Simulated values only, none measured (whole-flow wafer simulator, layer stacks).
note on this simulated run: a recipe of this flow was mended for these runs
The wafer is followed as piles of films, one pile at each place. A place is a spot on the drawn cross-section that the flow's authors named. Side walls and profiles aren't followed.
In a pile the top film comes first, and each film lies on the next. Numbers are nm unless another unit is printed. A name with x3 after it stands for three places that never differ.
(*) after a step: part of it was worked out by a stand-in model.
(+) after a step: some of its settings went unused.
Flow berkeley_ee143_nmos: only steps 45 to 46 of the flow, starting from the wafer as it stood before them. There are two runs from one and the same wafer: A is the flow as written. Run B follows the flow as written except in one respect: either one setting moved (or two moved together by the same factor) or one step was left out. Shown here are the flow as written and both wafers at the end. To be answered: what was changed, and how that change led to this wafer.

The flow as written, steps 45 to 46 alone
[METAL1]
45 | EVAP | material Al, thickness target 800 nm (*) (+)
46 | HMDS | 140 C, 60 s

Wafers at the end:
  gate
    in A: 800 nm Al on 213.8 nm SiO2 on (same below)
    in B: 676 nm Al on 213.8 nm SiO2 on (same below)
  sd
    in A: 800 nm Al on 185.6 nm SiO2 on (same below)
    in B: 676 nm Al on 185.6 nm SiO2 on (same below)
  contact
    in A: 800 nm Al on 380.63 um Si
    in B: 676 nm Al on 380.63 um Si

The reason: step 45, EVAP: thickness target 676 nm was run, while the flow as written has thickness target 800 nm.
The wafer itself shows it: gate has Al 676, and step 45 as written asks for 800 nm.

Step by step, how the change led to this:
  45 | EVAP | material Al, thickness target 800 nm (*) (+)
      gate, sd, contact, field: A +800 Al (new film) | B +676 Al (new film)
